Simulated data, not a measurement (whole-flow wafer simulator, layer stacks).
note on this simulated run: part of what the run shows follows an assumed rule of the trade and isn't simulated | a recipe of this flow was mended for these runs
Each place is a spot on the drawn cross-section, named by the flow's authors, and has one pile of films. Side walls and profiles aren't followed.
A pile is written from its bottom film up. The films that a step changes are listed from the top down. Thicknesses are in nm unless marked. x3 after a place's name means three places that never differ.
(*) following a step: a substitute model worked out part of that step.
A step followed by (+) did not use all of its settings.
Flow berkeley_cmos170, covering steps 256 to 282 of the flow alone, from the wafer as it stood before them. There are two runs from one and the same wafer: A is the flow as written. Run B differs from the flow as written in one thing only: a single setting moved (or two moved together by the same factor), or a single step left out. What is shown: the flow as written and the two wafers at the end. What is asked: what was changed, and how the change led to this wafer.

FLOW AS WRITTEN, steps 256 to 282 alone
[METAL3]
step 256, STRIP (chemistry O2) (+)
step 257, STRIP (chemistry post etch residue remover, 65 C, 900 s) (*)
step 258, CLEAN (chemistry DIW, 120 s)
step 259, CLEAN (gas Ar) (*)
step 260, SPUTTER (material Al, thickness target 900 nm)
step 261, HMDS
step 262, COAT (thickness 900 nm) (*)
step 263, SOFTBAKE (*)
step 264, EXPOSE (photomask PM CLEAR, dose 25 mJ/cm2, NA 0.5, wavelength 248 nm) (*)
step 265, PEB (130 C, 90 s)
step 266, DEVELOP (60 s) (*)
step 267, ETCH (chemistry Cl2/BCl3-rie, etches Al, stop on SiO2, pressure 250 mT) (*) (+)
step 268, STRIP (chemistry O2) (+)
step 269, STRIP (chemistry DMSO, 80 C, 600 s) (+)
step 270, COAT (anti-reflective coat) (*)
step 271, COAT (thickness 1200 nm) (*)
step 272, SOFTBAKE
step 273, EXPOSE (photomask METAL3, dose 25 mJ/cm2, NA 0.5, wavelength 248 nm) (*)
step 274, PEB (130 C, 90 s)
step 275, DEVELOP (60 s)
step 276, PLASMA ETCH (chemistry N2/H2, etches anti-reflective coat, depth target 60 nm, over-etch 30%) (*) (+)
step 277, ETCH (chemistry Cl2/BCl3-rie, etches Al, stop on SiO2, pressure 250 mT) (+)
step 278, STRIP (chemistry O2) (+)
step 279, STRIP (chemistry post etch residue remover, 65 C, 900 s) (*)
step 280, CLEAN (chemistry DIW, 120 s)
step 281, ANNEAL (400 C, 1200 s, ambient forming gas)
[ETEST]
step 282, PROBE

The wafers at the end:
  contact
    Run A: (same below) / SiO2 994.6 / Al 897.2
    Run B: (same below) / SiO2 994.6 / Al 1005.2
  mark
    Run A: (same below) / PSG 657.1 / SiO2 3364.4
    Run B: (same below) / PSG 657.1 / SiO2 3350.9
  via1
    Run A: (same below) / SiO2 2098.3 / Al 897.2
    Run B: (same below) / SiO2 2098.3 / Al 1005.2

The reason: step 260, SPUTTER: thickness target 1008 nm was run, though the flow has thickness target 900 nm.

Step by step, how the change led to this:
  step 260, SPUTTER (material Al, thickness target 900 nm)
      field, mark, sd_n and 9 more: A +900 Al (new film) | B +1008 Al (new film)
      via2: A +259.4 Al | B +274.3 Al
  step 262, COAT (thickness 900 nm) (*)
      via2: A +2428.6 KrF-resist (new film) | B +2517.1 KrF-resist (new film)
  step 265, PEB (130 C, 90 s)
      via2: A -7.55 KrF-resist | B -8.22 KrF-resist
  step 267, ETCH (chemistry Cl2/BCl3-rie, etches Al, stop on SiO2, pressure 250 mT) (*) (+)
      field, sd_n, spacer_n and 9 more: A -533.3 KrF-resist | B -587.3 KrF-resist
      mark: A -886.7 Al (all of it), -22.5 SiO2 | B -994.7 Al (all of it), -22.5 SiO2
  step 268, STRIP (chemistry O2) (+)
      field, spacer_n, gate_n: A -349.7 KrF-resist (all of it) | B -295.7 KrF-resist (all of it)
      spacer_p, gate_p: A -349.6 KrF-resist (all of it) | B -295.6 KrF-resist (all of it)
      (and at 6 other places as well)
  step 270, COAT (anti-reflective coat) (*)
      via2: A +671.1 anti-reflective coat (new film) | B +716 anti-reflective coat (new film)
  step 271, COAT (thickness 1200 nm) (*)
      via2: A +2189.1 KrF-resist (new film) | B +2240.1 KrF-resist (new film)
  step 277, ETCH (chemistry Cl2/BCl3-rie, etches Al, stop on SiO2, pressure 250 mT) (+)
      field, sd_n, spacer_n, gate_n, sd_p, spacer_p, gate_p: A -900 Al (all of it), -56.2 SiO2 | B -1008 Al (all of it), -56.2 SiO2
      contact, m1, via1, m2, via2: A -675 KrF-resist | B -729 KrF-resist
      (and at 1 other place as well)
  step 278, STRIP (chemistry O2) (+)
      contact: A -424 KrF-resist (all of it), -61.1 anti-reflective coat (all of it) | B -370.1 KrF-resist (all of it), -61.1 anti-reflective coat (all of it)
      m1: A -423.6 KrF-resist (all of it), -40.9 anti-reflective coat (all of it) | B -371.1 KrF-resist (all of it), -40.7 anti-reflective coat (all of it)
      (and at 3 other places as well)
